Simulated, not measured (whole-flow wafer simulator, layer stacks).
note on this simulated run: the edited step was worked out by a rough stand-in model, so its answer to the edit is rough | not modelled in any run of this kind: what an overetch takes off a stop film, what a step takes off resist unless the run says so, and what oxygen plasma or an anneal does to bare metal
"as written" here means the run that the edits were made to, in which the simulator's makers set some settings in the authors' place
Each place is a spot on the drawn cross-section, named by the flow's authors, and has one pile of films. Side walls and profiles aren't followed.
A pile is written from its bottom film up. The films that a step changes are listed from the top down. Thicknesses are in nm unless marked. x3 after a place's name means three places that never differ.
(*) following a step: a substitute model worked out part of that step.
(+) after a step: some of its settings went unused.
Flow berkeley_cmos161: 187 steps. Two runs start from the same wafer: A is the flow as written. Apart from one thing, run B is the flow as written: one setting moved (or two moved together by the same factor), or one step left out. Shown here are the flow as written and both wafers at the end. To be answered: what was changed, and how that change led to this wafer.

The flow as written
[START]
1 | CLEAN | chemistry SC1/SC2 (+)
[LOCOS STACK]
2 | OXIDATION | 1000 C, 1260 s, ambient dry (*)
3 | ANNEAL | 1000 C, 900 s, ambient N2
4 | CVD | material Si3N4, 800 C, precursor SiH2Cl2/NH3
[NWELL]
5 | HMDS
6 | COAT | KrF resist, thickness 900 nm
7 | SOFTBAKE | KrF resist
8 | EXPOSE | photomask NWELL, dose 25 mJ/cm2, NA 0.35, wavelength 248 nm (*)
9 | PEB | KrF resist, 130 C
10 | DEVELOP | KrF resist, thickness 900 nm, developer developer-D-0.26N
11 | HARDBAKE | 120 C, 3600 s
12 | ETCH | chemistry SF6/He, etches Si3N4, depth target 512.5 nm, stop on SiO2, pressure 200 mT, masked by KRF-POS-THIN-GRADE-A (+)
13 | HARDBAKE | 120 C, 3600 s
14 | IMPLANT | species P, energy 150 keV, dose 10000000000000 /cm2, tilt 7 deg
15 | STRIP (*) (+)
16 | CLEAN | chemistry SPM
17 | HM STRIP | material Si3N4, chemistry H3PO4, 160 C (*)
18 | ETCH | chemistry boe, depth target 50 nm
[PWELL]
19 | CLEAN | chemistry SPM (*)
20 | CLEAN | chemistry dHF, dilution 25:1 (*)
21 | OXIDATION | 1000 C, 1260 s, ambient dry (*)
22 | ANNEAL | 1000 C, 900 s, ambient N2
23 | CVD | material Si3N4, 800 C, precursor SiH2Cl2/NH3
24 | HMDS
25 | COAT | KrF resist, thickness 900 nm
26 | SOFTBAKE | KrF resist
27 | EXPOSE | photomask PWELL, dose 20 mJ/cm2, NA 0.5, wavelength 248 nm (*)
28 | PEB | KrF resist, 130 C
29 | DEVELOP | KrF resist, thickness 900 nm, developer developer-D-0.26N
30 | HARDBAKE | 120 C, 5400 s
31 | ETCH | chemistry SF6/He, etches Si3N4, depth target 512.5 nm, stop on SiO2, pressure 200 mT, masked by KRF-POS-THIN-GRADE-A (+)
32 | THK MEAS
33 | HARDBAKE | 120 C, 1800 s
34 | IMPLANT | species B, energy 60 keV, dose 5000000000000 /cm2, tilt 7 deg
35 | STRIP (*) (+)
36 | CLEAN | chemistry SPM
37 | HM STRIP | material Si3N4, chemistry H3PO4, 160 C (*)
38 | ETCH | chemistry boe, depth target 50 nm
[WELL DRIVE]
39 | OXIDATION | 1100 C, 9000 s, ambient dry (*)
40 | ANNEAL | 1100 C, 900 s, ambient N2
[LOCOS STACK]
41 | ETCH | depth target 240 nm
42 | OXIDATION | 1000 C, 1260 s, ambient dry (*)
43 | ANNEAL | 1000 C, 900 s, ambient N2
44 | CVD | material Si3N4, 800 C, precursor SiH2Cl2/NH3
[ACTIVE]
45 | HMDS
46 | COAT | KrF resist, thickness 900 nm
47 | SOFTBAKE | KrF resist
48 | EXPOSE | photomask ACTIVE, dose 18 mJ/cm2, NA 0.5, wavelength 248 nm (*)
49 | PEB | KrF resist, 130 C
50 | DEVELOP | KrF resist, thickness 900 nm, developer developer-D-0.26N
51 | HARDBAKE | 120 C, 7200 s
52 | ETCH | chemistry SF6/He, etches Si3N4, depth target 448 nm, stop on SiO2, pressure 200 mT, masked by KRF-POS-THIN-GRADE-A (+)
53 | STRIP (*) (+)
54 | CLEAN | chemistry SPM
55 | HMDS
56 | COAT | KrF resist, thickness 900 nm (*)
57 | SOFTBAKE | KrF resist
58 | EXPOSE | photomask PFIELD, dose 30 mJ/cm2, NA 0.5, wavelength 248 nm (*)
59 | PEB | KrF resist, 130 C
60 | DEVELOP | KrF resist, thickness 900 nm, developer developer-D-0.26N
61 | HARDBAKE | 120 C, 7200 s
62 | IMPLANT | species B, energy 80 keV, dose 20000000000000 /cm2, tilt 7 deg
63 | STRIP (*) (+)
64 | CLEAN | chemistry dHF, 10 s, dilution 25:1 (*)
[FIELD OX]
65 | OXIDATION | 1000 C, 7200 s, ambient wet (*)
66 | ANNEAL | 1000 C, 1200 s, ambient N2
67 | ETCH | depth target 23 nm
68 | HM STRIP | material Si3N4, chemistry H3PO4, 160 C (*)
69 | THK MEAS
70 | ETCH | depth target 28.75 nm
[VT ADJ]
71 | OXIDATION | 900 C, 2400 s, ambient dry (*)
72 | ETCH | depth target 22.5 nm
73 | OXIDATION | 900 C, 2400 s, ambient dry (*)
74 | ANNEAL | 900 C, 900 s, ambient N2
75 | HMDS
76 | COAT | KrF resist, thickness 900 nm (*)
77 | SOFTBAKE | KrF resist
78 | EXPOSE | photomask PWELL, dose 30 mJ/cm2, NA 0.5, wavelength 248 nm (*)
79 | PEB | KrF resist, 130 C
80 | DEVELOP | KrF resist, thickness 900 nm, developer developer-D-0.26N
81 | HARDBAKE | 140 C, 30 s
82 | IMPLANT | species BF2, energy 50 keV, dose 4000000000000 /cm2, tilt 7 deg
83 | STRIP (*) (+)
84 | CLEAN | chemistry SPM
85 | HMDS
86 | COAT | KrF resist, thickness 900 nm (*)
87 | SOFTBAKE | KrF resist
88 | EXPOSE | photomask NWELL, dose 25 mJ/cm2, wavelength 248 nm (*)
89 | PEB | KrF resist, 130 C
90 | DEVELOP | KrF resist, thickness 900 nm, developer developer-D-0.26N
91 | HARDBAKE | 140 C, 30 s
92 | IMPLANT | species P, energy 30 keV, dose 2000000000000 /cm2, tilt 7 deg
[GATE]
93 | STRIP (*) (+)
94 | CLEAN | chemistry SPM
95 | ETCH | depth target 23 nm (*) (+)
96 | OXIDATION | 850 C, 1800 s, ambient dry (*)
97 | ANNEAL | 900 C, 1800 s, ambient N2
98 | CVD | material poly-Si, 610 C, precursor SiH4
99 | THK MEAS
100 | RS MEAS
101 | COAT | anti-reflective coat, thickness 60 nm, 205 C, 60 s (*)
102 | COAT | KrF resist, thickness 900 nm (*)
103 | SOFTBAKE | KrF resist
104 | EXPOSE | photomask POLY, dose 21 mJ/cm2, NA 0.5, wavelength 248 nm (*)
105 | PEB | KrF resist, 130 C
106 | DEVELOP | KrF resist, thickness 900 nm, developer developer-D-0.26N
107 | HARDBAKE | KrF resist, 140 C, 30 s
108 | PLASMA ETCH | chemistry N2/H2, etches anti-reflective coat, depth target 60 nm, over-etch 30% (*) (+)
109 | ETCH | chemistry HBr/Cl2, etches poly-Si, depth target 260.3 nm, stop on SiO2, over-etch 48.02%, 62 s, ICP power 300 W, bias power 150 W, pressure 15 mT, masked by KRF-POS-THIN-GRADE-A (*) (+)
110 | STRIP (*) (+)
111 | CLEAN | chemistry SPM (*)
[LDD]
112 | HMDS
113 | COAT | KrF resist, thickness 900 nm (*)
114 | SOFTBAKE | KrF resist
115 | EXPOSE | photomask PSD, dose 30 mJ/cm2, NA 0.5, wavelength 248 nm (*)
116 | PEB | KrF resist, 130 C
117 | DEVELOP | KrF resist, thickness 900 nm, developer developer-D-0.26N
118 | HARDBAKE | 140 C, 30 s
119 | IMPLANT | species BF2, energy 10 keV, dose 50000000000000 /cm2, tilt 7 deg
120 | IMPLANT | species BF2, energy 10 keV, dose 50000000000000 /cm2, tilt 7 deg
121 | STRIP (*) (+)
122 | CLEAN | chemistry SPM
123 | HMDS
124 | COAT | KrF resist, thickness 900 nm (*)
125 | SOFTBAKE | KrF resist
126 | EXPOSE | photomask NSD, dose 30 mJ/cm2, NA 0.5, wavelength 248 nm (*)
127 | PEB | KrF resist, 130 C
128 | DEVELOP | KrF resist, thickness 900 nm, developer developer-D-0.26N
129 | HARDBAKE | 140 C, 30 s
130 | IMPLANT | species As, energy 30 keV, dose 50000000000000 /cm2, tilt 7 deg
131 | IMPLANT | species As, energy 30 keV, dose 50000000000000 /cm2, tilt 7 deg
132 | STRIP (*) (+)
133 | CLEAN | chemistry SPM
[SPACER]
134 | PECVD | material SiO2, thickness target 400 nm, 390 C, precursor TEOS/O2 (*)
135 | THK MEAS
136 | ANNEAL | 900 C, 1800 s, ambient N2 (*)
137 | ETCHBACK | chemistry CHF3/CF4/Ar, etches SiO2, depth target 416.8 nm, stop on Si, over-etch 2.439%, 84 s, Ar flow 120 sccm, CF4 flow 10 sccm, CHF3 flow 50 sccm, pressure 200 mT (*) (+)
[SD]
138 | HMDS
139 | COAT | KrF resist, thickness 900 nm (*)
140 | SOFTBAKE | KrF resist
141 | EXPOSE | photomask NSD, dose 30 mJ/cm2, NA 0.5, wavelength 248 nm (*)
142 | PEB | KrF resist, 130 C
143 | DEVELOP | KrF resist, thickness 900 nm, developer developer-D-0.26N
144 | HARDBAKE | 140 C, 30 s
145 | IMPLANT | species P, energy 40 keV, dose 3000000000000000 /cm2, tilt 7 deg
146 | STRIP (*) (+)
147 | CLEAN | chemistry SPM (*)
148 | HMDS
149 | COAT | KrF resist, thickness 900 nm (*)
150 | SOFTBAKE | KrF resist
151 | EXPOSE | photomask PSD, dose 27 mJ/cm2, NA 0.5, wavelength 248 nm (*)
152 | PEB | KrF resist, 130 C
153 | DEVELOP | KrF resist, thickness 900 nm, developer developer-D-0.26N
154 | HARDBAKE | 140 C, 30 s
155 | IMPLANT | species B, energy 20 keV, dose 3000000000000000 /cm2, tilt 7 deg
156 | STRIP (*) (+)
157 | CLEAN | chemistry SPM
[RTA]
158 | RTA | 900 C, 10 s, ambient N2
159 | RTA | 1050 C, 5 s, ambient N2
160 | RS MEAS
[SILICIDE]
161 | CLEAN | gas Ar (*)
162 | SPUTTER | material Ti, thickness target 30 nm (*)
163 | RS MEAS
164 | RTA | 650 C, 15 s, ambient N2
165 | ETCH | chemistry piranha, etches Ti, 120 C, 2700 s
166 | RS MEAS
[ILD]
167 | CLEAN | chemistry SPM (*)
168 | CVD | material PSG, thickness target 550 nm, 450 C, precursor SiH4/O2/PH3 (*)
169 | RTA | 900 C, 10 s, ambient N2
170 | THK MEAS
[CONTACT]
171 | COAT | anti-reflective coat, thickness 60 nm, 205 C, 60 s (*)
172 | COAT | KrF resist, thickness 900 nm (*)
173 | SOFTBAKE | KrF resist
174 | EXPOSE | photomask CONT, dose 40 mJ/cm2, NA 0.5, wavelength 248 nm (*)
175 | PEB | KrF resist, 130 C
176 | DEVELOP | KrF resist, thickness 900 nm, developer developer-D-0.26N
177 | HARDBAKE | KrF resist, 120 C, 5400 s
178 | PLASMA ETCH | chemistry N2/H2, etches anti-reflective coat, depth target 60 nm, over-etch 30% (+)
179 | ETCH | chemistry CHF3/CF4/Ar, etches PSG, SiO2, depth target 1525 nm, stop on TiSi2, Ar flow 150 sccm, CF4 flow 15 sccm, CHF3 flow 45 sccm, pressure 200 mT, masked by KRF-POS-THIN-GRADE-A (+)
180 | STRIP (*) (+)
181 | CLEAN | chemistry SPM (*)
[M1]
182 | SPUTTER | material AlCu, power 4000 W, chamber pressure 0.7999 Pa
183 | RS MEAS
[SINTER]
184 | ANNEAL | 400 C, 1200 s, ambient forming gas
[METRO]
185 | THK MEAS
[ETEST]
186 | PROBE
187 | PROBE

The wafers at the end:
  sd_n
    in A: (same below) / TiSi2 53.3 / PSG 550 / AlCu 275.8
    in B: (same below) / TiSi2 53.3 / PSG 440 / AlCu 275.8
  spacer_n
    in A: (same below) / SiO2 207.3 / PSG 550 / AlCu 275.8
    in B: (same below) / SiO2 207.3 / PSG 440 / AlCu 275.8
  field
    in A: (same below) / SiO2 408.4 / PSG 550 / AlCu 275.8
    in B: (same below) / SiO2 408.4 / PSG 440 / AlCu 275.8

The reason: step 168, CVD: thickness target 440 nm was run, while the flow as written has thickness target 550 nm.
The wafer lets one read it off: sd_n has PSG 440, and step 168 as written asks for 550 nm.

How this came from the change, step by step:
  168 | CVD | material PSG, thickness target 550 nm, 450 C, precursor SiH4/O2/PH3 (*)
      field, sd_n, spacer_n, gate_n, spacer_p, gate_p, contact, m1: A +550 PSG (new film) | B +440 PSG (new film)
      sd_p: A +521.9 PSG (new film) | B +418.8 PSG (new film)
  171 | COAT | anti-reflective coat, thickness 60 nm, 205 C, 60 s (*)
      contact: A +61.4 anti-reflective coat (new film) | B +60.1 anti-reflective coat (new film)
  178 | PLASMA ETCH | chemistry N2/H2, etches anti-reflective coat, depth target 60 nm, over-etch 30% (+)
      field, sd_n, spacer_n, gate_n, sd_p, spacer_p, gate_p, m1: A -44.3 KrF resist | B -43.4 KrF resist
      contact: A -61.4 anti-reflective coat (all of it), -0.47 PSG | B -60.1 anti-reflective coat (all of it), -0.46 PSG
  179 | ETCH | chemistry CHF3/CF4/Ar, etches PSG, SiO2, depth target 1525 nm, stop on TiSi2, Ar flow 150 sccm, CF4 flow 15 sccm, CHF3 flow 45 sccm, pressure 200 mT, masked by KRF-POS-THIN-GRADE-A (+)
      field, sd_n, spacer_n, gate_n, sd_p, spacer_p, gate_p, m1: A -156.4 KrF resist | B -128.9 KrF resist
      contact: A -549.5 PSG (all of it), -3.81 TiSi2 | B -439.5 PSG (all of it), -3.81 TiSi2
  180 | STRIP (*) (+)
      field: A -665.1 KrF resist (all of it), -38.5 anti-reflective coat (all of it) | B -693.3 KrF resist (all of it), -37.8 anti-reflective coat (all of it)
      sd_n: A -692.5 KrF resist (all of it), -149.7 anti-reflective coat (all of it) | B -722.5 KrF resist (all of it), -147.3 anti-reflective coat (all of it)
      (also at 6 further places)
  182 | SPUTTER | material AlCu, power 4000 W, chamber pressure 0.7999 Pa
      contact: A +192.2 AlCu (new film) | B +207 AlCu (new film)
